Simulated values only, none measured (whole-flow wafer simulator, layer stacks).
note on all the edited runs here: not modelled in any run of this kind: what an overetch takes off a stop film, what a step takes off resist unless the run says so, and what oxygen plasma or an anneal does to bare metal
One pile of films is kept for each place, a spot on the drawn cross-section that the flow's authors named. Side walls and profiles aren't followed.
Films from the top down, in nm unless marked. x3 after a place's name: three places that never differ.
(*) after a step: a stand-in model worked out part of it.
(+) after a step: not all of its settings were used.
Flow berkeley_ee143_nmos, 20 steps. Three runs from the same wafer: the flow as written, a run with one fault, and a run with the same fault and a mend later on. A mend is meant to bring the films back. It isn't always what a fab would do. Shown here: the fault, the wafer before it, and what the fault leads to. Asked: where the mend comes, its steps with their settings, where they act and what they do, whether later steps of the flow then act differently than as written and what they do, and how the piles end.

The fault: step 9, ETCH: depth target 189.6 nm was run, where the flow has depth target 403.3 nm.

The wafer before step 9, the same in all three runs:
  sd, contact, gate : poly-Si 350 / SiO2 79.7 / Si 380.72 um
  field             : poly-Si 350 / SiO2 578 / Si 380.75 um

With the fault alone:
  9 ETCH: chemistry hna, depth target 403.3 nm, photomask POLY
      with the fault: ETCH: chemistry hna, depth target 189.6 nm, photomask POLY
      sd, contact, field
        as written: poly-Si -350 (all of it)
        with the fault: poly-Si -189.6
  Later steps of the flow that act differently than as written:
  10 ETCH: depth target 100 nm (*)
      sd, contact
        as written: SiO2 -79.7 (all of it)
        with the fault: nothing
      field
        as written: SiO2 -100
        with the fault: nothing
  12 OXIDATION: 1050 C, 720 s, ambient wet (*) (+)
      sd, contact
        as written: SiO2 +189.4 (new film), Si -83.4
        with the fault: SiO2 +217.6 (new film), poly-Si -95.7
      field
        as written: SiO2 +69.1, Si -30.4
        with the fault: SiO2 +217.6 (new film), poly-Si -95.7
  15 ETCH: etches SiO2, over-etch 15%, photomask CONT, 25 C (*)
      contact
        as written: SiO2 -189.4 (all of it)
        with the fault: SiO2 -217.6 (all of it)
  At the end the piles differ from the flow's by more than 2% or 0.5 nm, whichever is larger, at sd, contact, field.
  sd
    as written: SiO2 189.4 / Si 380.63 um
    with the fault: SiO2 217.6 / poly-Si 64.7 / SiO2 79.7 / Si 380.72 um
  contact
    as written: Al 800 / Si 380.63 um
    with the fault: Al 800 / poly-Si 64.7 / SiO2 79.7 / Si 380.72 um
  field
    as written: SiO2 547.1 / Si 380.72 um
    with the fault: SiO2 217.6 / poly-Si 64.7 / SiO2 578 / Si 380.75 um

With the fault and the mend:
  The mend comes after step 9.
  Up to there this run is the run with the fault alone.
  9a ETCH: chemistry hna, depth target 213.8 nm, photomask POLY (the flow's step 9 once more, with other settings)
      sd, contact, field
        poly-Si -160.4 (all of it)
  No later step of the flow acts differently than as written at any place that is followed.
  At the end the piles are the same as the flow's at every place that both follow.
